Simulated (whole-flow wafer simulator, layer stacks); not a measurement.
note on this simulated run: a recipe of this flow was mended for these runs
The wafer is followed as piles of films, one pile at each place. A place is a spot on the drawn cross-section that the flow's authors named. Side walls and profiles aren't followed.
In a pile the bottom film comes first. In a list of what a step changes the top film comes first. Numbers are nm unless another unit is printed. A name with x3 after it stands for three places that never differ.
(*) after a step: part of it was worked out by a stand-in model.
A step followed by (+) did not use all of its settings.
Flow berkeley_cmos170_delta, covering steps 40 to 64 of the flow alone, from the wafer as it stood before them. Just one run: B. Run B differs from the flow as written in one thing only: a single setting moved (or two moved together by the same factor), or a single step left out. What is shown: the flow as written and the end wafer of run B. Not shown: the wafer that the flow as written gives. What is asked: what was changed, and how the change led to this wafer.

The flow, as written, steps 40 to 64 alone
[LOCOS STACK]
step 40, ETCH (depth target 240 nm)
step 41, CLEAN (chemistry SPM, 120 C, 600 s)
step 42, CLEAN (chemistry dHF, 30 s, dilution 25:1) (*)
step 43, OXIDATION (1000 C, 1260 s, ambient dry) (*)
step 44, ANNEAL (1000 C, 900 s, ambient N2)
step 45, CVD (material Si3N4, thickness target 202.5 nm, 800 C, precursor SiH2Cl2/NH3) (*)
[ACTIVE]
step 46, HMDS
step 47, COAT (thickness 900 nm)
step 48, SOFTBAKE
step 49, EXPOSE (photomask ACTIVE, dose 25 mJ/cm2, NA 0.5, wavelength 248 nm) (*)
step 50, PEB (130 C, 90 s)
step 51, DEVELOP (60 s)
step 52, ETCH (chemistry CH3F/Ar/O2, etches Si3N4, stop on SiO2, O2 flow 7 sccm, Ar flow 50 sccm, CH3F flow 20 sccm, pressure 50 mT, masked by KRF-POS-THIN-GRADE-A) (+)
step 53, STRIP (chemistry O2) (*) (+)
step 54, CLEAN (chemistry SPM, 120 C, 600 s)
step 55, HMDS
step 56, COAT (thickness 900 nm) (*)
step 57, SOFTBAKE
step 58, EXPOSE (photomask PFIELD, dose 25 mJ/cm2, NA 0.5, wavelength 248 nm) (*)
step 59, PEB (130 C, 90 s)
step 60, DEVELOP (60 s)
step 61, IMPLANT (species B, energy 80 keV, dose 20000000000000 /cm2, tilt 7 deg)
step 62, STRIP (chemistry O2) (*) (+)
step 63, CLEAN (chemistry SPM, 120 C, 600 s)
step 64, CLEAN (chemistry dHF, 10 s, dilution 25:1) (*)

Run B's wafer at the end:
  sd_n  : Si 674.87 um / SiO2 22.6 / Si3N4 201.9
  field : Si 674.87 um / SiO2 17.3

The reason: step 43, OXIDATION: 929 s was run, while the flow as written has 1260 s.

The path from the change to this, step by step:
  step 43, OXIDATION (1000 C, 1260 s, ambient dry) (*)
      field, sd_n, spacer_n and 6 more: SiO2 gains 22.6 (new film), Si loses 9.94 (it would be, as written: SiO2 gains 26.6 (new film), Si loses 11.7)
